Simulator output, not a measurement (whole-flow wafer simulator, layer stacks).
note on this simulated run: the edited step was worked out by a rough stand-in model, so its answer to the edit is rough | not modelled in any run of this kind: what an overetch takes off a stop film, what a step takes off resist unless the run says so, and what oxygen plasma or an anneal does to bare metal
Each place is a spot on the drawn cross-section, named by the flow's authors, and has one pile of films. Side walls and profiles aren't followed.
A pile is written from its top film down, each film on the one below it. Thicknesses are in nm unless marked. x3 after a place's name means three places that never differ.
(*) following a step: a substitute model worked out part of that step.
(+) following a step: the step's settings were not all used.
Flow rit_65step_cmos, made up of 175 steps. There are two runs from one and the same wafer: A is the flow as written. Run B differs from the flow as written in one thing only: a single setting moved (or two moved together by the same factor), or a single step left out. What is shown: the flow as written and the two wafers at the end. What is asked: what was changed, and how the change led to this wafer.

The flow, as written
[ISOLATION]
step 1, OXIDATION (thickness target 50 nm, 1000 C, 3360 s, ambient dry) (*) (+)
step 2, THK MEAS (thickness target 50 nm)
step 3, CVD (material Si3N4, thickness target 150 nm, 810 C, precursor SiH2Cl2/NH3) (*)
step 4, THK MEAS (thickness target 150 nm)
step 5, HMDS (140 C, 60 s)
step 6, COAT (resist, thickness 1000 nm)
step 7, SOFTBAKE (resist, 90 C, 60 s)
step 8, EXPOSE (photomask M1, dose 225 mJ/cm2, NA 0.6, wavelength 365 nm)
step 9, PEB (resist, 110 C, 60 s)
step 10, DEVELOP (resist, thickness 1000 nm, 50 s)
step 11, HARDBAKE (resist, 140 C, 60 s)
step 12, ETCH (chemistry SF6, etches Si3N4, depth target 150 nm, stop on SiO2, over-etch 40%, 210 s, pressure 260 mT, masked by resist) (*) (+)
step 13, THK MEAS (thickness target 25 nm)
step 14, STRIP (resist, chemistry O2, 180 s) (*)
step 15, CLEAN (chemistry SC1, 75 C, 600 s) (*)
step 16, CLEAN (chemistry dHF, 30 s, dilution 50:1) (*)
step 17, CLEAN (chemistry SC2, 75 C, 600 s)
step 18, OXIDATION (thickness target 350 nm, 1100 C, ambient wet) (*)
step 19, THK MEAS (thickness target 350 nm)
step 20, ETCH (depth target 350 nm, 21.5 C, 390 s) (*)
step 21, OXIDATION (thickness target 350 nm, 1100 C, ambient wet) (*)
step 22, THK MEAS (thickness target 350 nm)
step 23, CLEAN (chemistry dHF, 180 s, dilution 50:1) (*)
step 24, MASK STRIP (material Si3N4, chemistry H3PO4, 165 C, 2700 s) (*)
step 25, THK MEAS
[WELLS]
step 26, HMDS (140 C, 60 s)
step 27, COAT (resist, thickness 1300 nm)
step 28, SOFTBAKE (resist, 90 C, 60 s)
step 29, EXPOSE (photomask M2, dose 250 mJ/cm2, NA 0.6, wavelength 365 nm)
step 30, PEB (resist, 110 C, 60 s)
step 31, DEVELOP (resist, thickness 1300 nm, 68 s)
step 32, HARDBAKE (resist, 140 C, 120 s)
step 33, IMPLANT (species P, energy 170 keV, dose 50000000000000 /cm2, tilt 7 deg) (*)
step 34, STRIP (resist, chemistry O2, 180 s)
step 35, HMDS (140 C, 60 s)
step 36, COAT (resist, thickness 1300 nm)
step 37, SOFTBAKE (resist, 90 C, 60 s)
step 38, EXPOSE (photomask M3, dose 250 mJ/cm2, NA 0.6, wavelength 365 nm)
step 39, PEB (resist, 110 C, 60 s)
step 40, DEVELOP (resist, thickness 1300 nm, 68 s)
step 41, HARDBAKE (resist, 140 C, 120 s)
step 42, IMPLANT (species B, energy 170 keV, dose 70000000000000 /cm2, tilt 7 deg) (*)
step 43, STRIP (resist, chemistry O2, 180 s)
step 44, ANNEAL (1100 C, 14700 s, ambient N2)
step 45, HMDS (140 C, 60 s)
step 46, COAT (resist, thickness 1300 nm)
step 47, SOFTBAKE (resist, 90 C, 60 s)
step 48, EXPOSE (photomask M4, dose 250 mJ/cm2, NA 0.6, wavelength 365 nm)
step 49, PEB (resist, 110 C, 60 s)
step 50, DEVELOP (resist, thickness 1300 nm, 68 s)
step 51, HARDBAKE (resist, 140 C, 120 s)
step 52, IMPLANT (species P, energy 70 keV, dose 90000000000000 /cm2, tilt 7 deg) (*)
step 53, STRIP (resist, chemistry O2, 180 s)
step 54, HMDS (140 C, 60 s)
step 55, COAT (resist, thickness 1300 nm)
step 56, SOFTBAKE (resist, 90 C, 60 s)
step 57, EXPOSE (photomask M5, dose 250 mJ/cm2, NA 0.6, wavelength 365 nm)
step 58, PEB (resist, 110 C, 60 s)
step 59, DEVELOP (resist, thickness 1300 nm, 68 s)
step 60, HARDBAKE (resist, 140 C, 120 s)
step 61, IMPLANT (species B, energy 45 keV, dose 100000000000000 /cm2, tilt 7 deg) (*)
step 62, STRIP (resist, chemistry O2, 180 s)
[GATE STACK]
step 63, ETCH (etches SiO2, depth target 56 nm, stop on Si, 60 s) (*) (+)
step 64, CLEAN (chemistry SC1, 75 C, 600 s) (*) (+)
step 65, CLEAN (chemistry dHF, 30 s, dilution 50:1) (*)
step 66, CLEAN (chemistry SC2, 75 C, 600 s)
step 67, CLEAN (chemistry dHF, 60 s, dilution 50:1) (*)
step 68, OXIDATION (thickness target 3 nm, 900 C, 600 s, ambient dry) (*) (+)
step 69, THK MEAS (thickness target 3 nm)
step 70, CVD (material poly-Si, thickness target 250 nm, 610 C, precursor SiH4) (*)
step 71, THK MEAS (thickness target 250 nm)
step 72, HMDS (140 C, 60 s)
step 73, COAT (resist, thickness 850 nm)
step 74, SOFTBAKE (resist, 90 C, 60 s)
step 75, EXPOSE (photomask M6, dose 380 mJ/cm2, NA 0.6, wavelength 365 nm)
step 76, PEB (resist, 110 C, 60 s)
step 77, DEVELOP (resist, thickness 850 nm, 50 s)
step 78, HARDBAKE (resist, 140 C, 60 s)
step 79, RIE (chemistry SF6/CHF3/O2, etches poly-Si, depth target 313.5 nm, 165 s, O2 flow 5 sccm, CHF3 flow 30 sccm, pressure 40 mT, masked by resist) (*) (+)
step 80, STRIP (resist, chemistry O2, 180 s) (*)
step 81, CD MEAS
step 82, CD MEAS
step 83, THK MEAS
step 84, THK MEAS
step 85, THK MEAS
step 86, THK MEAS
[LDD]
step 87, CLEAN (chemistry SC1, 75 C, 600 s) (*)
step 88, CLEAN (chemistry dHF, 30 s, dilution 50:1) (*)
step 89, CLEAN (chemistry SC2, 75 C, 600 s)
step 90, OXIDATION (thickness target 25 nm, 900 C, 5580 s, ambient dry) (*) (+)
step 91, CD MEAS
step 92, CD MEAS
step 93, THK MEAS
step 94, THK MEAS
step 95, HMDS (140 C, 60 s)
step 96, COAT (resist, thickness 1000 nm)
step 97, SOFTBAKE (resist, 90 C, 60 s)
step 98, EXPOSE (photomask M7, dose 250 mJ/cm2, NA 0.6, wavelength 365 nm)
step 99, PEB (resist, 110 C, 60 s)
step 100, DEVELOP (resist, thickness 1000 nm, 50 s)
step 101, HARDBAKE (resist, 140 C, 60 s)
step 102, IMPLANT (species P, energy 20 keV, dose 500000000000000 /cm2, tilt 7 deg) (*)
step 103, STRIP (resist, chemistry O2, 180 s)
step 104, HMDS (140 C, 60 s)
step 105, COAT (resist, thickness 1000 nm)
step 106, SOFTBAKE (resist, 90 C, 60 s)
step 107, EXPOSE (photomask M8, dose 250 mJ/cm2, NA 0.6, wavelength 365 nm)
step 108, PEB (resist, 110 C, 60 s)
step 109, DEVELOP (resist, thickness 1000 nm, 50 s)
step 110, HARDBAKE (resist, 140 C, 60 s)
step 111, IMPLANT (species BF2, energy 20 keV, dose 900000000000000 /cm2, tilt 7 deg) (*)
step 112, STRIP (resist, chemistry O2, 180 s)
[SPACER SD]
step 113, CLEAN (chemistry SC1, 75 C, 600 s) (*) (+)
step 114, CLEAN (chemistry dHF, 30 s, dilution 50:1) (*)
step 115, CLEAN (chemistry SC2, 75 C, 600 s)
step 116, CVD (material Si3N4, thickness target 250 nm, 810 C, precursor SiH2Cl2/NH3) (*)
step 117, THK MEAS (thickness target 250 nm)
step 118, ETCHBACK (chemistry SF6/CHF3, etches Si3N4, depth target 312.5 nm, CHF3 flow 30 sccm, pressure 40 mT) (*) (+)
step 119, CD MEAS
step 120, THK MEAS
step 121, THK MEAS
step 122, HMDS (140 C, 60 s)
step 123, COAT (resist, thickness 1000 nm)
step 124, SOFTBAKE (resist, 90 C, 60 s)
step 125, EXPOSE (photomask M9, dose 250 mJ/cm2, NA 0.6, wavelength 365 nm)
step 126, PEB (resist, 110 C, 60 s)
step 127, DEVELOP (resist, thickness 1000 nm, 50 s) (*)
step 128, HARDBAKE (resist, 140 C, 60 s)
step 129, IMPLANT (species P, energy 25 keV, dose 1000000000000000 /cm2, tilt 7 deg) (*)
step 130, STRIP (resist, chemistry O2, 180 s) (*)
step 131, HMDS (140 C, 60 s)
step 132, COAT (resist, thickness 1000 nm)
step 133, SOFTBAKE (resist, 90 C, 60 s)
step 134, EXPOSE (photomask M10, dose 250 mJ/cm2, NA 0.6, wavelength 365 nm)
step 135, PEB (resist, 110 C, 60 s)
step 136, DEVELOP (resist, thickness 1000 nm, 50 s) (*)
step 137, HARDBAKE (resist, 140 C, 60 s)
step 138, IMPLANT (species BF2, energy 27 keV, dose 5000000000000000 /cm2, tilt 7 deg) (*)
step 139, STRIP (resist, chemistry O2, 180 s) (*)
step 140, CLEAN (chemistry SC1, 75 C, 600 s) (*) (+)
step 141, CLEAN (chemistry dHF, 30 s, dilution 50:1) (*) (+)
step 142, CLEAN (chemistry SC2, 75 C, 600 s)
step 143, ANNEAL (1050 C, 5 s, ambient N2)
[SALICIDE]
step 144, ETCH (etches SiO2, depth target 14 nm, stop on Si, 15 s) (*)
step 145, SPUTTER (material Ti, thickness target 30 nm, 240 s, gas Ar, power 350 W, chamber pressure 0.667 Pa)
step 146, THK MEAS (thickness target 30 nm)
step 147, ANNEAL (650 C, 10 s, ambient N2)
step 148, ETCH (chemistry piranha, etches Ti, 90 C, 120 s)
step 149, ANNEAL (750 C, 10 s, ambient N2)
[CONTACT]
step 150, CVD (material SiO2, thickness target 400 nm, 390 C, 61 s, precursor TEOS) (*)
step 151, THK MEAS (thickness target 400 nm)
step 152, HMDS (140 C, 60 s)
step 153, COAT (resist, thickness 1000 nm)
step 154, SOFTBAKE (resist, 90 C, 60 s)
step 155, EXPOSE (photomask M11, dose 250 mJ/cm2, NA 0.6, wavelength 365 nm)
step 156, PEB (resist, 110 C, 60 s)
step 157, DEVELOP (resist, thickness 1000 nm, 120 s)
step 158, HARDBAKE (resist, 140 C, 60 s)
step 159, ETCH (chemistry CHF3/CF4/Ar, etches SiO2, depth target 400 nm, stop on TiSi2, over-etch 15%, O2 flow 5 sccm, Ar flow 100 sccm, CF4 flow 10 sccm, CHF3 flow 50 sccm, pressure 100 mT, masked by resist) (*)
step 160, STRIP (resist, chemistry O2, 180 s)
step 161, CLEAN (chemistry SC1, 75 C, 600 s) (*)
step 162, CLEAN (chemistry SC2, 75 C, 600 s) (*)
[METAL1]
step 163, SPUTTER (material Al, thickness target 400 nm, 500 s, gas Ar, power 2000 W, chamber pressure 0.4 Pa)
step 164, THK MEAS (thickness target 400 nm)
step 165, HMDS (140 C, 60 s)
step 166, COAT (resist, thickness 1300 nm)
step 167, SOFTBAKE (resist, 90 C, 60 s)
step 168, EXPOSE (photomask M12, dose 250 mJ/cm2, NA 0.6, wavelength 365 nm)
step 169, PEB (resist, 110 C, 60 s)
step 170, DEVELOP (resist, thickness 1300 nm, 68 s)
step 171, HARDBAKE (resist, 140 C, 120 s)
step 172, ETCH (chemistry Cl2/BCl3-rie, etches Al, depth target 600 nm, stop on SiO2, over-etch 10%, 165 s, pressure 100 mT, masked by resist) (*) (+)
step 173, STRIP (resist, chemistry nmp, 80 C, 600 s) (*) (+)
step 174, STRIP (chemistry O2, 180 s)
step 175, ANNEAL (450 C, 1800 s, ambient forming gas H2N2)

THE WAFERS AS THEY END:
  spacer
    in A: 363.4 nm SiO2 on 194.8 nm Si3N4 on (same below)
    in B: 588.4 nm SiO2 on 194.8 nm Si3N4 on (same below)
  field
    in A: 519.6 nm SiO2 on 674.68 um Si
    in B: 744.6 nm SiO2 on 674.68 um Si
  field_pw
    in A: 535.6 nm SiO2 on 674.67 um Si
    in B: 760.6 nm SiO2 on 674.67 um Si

Cause: step 150, CVD: thickness target 625 nm was run, though the flow has thickness target 400 nm; step 150, CVD: 95 s was run, where the flow has 61 s.

How this came from the change, step by step:
  step 150, CVD (material SiO2, thickness target 400 nm, 390 C, 61 s, precursor TEOS) (*)
      field, field_pw, field_nw, field_p: A +400 SiO2 | B +625 SiO2
      spacer, spacer_p: A +400 SiO2 (new film) | B +625 SiO2 (new film)
      (and at 2 other places as well)
